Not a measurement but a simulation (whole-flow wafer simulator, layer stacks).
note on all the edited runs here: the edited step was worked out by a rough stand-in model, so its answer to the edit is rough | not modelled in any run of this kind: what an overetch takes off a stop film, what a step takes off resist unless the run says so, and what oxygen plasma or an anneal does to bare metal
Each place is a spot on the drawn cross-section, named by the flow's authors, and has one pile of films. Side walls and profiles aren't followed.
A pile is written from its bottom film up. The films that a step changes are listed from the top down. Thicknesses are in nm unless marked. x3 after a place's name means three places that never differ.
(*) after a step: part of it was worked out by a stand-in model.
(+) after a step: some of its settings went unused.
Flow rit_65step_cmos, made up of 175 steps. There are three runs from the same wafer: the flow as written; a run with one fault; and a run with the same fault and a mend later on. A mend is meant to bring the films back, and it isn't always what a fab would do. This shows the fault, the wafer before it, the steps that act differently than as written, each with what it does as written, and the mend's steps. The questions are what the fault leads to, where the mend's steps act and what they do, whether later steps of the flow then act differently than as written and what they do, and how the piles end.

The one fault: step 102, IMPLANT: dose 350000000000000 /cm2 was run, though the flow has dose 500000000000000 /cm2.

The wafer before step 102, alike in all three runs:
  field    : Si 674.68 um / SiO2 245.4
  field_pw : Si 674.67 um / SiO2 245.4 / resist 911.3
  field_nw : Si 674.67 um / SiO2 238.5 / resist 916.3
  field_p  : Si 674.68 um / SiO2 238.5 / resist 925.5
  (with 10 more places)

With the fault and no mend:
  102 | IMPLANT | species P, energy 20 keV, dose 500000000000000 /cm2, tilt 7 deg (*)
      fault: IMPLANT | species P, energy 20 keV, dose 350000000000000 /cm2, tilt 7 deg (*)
      does the same as it does as written at each place that is followed
  Later steps of the flow acting differently than as written (22 other steps are not shown; they differ only slightly, by no more than 2% or 0.5 nm, whichever is larger):
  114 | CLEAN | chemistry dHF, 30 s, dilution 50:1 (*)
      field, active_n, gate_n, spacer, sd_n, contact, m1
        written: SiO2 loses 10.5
        fault: SiO2 loses 9.78
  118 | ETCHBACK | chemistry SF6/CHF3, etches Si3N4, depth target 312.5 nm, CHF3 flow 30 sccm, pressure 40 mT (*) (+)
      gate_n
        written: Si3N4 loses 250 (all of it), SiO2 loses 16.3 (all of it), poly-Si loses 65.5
        fault: Si3N4 loses 250 (all of it), SiO2 loses 17.1 (all of it), poly-Si loses 64
  At spacer, the piles at the end differ from the flow's by more than 2% or 0.5 nm, whichever is larger.
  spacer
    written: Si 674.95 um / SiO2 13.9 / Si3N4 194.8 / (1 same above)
    fault: Si 674.95 um / SiO2 14.7 / Si3N4 194.8 / (1 same above)

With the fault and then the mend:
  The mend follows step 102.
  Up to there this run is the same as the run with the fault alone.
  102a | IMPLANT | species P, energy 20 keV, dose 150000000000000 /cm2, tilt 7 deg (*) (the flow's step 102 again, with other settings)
      does not change any film at any place that is followed
  Every later step of the flow that is run acts as written at every place that is followed.
  The piles end the same as the flow's at every place that both follow.
